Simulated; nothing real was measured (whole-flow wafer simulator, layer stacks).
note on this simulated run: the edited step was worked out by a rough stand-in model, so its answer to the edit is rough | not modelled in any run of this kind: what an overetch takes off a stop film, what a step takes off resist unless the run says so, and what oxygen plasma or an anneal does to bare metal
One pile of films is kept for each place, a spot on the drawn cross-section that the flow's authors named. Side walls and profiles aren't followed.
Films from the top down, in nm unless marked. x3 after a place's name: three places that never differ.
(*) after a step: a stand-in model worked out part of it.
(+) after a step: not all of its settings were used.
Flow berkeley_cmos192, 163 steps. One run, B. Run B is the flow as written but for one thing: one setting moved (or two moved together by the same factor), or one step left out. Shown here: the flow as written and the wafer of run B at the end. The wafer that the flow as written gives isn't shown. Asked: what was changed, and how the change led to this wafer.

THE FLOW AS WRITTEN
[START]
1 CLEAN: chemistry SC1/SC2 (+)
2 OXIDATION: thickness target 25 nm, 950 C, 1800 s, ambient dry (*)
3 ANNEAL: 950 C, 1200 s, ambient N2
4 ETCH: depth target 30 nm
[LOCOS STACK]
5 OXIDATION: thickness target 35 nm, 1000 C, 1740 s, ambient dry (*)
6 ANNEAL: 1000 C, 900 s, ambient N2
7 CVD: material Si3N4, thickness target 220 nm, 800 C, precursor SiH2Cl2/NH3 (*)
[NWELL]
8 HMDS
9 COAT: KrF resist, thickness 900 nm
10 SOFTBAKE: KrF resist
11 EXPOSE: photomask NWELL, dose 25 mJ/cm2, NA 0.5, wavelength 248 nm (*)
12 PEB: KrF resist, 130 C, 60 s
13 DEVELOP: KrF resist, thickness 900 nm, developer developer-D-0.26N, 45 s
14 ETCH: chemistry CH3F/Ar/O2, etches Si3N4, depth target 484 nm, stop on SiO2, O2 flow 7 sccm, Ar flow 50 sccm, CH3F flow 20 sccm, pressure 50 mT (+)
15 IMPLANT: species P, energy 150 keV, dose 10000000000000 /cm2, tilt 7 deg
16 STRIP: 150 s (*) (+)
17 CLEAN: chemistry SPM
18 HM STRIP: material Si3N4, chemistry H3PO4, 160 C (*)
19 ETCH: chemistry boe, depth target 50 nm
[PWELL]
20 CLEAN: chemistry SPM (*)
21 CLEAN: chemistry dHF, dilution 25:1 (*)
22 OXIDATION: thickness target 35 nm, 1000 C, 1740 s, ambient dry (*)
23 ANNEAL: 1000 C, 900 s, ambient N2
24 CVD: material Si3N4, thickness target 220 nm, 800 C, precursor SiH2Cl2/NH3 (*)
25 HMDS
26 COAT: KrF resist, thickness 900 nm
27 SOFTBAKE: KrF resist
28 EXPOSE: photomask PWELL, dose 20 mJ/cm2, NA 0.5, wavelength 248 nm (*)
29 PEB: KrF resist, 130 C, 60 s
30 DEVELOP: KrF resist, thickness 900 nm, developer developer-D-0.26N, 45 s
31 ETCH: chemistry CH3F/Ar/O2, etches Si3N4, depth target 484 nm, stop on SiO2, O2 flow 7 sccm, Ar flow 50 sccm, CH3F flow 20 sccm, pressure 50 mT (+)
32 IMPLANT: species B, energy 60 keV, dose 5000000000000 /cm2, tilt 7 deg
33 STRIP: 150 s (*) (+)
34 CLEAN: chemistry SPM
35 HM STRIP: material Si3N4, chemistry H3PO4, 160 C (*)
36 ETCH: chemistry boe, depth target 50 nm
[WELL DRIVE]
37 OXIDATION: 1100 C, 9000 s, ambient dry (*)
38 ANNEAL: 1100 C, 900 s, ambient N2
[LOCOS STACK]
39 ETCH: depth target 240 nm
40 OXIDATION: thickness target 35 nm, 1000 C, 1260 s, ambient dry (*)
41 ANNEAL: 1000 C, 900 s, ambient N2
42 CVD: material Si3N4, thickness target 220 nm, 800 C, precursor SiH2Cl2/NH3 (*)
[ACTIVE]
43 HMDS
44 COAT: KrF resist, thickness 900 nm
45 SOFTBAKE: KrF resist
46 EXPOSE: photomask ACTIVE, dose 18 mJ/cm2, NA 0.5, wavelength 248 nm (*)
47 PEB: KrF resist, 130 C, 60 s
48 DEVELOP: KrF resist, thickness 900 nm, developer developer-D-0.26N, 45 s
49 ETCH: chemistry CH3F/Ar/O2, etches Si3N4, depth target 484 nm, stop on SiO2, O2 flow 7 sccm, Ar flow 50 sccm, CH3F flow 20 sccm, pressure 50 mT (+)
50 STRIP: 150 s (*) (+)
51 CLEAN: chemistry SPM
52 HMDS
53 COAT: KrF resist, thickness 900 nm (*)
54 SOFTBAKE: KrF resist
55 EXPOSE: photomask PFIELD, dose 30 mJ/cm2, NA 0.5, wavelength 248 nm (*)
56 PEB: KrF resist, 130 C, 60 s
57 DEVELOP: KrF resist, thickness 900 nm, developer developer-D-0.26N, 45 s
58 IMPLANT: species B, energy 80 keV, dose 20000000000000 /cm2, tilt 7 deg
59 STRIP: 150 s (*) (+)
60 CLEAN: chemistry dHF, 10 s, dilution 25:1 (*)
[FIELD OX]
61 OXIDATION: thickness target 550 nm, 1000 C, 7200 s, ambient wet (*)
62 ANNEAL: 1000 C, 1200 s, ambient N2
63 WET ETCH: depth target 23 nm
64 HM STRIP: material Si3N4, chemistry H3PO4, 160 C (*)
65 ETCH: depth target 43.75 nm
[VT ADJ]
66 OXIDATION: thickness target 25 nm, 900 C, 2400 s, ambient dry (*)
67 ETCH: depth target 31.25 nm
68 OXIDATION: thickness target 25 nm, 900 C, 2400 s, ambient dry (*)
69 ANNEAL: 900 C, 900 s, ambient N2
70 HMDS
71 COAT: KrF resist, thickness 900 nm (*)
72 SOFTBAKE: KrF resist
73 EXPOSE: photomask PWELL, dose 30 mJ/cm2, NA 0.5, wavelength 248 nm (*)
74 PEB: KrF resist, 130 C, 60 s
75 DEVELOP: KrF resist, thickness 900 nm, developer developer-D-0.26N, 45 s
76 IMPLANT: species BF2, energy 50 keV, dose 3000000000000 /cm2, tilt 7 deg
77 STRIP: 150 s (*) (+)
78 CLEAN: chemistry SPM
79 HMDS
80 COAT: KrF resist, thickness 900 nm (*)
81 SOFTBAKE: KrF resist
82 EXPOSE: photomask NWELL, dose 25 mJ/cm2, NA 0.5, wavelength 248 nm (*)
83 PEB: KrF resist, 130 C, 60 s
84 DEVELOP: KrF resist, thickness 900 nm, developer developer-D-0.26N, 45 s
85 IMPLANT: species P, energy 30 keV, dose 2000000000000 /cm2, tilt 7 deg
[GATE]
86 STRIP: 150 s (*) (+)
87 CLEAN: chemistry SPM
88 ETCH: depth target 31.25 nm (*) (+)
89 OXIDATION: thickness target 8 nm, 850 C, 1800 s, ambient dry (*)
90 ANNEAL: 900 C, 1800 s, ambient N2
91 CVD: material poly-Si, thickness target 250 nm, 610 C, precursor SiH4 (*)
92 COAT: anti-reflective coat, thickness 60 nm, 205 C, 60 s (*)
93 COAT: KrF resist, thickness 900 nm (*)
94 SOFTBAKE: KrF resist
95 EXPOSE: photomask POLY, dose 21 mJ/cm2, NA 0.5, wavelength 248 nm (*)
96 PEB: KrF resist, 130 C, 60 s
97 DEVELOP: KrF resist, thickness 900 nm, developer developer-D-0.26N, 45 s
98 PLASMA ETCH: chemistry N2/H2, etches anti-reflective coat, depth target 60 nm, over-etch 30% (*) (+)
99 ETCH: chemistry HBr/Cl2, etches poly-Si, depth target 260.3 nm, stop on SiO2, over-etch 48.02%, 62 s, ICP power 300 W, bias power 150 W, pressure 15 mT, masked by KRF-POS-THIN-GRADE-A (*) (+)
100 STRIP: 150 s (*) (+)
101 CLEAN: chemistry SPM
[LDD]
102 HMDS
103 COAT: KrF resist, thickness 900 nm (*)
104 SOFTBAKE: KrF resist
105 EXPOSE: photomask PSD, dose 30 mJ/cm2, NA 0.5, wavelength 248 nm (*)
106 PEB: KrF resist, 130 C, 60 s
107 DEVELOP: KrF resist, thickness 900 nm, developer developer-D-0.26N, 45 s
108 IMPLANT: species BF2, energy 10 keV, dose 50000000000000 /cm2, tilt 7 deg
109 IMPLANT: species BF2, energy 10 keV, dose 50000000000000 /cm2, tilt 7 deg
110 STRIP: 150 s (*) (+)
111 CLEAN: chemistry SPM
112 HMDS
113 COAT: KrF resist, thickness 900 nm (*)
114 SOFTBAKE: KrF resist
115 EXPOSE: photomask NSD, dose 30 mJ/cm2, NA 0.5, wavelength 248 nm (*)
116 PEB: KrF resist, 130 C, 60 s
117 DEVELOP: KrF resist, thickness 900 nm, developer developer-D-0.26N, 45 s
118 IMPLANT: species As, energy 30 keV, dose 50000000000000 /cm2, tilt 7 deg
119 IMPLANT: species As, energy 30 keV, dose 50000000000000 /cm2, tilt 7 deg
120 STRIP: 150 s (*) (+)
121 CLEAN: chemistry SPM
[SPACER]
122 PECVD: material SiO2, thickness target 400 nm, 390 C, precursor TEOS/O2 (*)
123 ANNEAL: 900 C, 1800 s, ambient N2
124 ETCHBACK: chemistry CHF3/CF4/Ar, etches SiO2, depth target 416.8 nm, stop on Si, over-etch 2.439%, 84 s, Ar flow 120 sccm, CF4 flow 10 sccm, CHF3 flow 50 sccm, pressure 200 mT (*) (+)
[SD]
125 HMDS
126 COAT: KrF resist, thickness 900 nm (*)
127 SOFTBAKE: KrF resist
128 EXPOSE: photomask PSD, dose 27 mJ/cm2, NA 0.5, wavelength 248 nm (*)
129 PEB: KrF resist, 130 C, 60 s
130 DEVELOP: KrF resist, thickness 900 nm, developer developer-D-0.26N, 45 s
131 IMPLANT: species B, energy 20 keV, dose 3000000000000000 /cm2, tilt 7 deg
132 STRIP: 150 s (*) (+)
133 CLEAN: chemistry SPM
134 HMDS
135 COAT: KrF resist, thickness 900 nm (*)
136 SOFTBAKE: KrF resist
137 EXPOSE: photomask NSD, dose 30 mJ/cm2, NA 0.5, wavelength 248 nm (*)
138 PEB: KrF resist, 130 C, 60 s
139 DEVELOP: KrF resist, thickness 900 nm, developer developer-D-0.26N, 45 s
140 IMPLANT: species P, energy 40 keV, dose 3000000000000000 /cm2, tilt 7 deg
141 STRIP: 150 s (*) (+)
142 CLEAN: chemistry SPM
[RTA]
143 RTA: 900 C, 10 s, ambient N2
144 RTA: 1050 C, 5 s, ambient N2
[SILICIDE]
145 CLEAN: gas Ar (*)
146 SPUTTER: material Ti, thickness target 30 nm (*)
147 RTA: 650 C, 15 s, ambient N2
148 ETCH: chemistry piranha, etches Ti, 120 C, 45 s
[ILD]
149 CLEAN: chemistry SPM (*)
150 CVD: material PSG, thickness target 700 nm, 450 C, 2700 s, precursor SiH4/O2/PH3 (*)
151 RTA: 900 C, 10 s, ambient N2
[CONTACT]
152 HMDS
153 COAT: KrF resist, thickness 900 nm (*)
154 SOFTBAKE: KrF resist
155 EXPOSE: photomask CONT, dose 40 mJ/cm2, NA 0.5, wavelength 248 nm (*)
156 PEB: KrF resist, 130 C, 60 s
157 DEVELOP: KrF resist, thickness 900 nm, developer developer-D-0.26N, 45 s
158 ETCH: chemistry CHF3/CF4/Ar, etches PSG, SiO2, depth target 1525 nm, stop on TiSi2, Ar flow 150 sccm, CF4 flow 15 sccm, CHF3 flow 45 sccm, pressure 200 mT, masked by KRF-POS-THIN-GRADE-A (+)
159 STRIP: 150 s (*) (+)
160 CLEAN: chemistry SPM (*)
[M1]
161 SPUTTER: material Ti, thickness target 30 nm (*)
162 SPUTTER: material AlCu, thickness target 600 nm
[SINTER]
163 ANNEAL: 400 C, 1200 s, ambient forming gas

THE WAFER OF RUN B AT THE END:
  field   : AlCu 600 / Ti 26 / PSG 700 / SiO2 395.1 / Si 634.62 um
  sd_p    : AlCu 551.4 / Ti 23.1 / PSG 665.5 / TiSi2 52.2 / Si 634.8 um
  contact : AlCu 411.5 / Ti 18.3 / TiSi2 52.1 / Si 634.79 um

The cause: step 161, SPUTTER: thickness target 26 nm was run, where the flow has thickness target 30 nm.
It can be read off the wafer: field has Ti 26, and step 161 as written asks for 30 nm.

How the change led to this, step by step:
  161 SPUTTER: material Ti, thickness target 30 nm (*)
      field, sd_n, spacer_n, gate, spacer_p, gate_p, m1: Ti +26 (new film) (as written it would be: Ti +30 (new film))
      sd_p: Ti +23.1 (new film) (as written it would be: Ti +26.6 (new film))
      (and at 1 more place)
